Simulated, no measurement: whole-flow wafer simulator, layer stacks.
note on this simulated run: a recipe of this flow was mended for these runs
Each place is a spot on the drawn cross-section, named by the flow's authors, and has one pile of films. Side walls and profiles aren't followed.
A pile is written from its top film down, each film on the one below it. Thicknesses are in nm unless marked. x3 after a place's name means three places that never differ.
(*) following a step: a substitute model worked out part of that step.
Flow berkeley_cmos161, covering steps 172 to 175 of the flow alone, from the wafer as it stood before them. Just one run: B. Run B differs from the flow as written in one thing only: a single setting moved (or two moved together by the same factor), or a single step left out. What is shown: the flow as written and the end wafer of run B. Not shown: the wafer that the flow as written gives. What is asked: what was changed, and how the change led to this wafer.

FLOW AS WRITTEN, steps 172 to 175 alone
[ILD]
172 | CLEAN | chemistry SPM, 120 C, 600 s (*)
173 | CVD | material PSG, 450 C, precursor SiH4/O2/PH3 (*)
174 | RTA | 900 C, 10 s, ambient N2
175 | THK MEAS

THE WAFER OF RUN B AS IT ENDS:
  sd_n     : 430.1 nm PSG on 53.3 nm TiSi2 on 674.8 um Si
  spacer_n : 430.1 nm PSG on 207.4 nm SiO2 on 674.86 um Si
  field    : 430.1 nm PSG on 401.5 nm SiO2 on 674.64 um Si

What caused this: step 173, CVD: 415 C was run, whereas the flow has 450 C.

How this came from the change, step by step:
  173 | CVD | material PSG, 450 C, precursor SiH4/O2/PH3 (*)
      field, sd_n, spacer_n, gate_n, spacer_p, gate_p, contact x2: +430.1 PSG (new film) (in the flow as written it would be: +550 PSG (new film))
      sd_p: +409.8 PSG (new film) (in the flow as written it would be: +522.4 PSG (new film))
